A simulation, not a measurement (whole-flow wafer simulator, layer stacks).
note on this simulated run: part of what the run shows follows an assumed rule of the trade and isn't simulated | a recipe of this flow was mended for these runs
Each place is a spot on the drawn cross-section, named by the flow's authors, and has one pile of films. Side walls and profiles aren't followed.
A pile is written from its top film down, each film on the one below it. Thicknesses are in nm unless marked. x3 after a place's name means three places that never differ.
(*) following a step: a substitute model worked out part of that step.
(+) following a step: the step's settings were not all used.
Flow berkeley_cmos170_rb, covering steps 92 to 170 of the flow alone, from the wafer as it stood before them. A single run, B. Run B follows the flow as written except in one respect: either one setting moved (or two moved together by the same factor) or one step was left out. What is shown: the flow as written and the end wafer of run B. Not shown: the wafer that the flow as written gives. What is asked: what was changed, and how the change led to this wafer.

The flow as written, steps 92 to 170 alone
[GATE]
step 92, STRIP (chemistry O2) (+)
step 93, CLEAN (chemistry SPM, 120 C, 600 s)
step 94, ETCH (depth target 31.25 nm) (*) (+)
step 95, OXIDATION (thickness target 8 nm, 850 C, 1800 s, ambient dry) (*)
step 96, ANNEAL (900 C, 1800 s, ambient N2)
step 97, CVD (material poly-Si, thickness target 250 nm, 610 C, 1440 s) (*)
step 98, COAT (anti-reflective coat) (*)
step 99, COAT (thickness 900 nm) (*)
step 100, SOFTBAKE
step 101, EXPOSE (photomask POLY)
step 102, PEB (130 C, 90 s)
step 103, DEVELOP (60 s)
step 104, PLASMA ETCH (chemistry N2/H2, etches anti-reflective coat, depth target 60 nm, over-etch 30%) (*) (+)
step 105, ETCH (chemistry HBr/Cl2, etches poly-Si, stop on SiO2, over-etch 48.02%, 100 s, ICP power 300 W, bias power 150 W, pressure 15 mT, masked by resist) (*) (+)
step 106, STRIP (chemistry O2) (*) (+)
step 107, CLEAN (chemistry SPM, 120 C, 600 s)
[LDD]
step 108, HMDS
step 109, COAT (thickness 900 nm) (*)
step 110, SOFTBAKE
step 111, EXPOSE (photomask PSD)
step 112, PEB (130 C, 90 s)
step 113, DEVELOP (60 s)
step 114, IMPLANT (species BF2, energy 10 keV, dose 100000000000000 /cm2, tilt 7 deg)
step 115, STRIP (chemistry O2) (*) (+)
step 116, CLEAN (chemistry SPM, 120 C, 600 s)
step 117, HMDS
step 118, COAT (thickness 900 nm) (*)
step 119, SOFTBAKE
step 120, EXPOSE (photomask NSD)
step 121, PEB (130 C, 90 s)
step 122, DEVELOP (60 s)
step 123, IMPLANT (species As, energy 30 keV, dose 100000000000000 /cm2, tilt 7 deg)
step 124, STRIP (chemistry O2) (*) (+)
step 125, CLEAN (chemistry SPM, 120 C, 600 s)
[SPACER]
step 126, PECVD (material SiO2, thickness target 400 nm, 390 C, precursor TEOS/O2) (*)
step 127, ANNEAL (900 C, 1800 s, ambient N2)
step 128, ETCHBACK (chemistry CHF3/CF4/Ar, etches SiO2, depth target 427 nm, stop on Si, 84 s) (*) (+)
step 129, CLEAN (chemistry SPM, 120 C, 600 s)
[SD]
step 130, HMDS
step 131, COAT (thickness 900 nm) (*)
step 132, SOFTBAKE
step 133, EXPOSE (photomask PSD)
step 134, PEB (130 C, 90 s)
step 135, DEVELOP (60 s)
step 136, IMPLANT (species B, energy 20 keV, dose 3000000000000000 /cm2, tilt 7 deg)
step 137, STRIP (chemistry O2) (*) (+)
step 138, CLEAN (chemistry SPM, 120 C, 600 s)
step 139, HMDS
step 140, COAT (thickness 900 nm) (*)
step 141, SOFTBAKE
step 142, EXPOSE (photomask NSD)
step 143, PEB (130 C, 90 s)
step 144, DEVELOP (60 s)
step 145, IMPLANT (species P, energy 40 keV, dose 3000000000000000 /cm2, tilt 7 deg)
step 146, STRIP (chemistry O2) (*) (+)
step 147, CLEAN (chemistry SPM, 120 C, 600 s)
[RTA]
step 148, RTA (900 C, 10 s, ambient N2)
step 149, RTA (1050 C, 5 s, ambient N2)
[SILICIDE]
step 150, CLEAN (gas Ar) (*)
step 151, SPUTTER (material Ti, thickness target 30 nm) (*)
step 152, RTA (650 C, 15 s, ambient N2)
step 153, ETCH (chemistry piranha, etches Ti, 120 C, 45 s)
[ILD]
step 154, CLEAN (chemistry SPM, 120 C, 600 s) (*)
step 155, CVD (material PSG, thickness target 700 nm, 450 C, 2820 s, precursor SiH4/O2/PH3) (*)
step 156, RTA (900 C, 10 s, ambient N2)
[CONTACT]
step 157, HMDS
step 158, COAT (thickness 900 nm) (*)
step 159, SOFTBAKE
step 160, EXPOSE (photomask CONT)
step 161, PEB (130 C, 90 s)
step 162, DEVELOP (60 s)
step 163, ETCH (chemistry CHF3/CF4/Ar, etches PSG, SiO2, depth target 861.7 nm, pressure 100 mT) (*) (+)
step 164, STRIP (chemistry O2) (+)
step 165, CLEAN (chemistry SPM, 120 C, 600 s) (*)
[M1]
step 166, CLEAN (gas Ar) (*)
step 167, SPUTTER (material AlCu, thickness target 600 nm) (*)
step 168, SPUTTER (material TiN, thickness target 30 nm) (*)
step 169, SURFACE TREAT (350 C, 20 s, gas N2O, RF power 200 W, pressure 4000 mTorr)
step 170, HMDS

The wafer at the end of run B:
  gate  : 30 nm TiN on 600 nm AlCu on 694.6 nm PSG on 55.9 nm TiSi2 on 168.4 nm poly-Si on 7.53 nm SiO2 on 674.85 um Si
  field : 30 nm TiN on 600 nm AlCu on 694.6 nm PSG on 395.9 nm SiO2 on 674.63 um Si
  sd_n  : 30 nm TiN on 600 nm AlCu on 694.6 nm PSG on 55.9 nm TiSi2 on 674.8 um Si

Cause: step 97, CVD: 1310 s was run, whereas the flow has 1440 s.

How this came from the change, step by step:
  step 97, CVD (material poly-Si, thickness target 250 nm, 610 C, 1440 s) (*)
      field, sd_n, spacer_n and 6 more: +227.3 poly-Si (new film) (it would be, as written: +250 poly-Si (new film))
  step 105, ETCH (chemistry HBr/Cl2, etches poly-Si, stop on SiO2, over-etch 48.02%, 100 s, ICP power 300 W, bias power 150 W, pressure 15 mT, masked by resist) (*) (+)
      spacer_n, spacer_p: -225.9 poly-Si (all of it), -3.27 SiO2 (it would be, as written: -248.5 poly-Si (all of it), -1.53 SiO2)
      field: -222.4 poly-Si (all of it), -3.54 SiO2 (it would be, as written: -245 poly-Si (all of it), -1.8 SiO2)
      (also at 4 further places)
  step 109, COAT (thickness 900 nm) (*)
      gate: +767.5 KrF-resist (new film) (it would be, as written: +749.5 KrF-resist (new film))
      gate_p: +763.7 KrF-resist (new film) (it would be, as written: +745.7 KrF-resist (new film))
  step 113, DEVELOP (60 s)
      gate_p: -762.1 KrF-resist (all of it) (it would be, as written: -744.1 KrF-resist (all of it))
  step 115, STRIP (chemistry O2) (*) (+)
      gate: -750.9 KrF-resist (all of it), +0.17 chemical SiO2, -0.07 poly-Si (it would be, as written: -733 KrF-resist (all of it), +0.17 chemical SiO2)
  step 118, COAT (thickness 900 nm) (*)
      gate: +766.8 KrF-resist (new film) (it would be, as written: +748.7 KrF-resist (new film))
      gate_p: +762.8 KrF-resist (new film) (it would be, as written: +744.7 KrF-resist (new film))
  step 122, DEVELOP (60 s)
      gate: -765.1 KrF-resist (all of it) (it would be, as written: -747.1 KrF-resist (all of it))
  step 124, STRIP (chemistry O2) (*) (+)
      gate_p: -746.2 KrF-resist (all of it), +0.07 chemical SiO2 (it would be, as written: -728.2 KrF-resist (all of it), +0.07 chemical SiO2)
  step 128, ETCHBACK (chemistry CHF3/CF4/Ar, etches SiO2, depth target 427 nm, stop on Si, 84 s) (*) (+)
      spacer_n: -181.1 SiO2 (it would be, as written: -160.1 SiO2)
      spacer_p: -181 SiO2 (it would be, as written: -160.1 SiO2)
  step 131, COAT (thickness 900 nm) (*)
      spacer_n: +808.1 KrF-resist (new film) (it would be, as written: +791.7 KrF-resist (new film))
      gate: +786.7 KrF-resist (new film) (it would be, as written: +770.7 KrF-resist (new film))
      (also at 2 further places)
  step 135, DEVELOP (60 s)
      spacer_p: -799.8 KrF-resist (all of it) (it would be, as written: -783.4 KrF-resist (all of it))
      gate_p: -778.3 KrF-resist (all of it) (it would be, as written: -762.3 KrF-resist (all of it))
  step 137, STRIP (chemistry O2) (*) (+)
      spacer_n: -791.4 KrF-resist (all of it) (it would be, as written: -775.1 KrF-resist (all of it))
      gate: -770.1 KrF-resist (all of it), +0.17 chemical SiO2, -0.07 poly-Si (it would be, as written: -754.1 KrF-resist (all of it), +0.17 chemical SiO2, -0.08 poly-Si)
  step 140, COAT (thickness 900 nm) (*)
      spacer_n: +808.1 KrF-resist (new film) (it would be, as written: +791.4 KrF-resist (new film))
      gate: +786.8 KrF-resist (new film) (it would be, as written: +770.4 KrF-resist (new film))
      (also at 2 further places)
  step 144, DEVELOP (60 s)
      spacer_n: -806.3 KrF-resist (all of it) (it would be, as written: -789.7 KrF-resist (all of it))
      gate: -785.1 KrF-resist (all of it) (it would be, as written: -768.7 KrF-resist (all of it))
  step 146, STRIP (chemistry O2) (*) (+)
      spacer_p: -785.3 KrF-resist (all of it) (it would be, as written: -768.5 KrF-resist (all of it))
      gate_p: -763.8 KrF-resist (all of it), +0.07 chemical SiO2 (it would be, as written: -747.2 KrF-resist (all of it), +0.07 chemical SiO2)
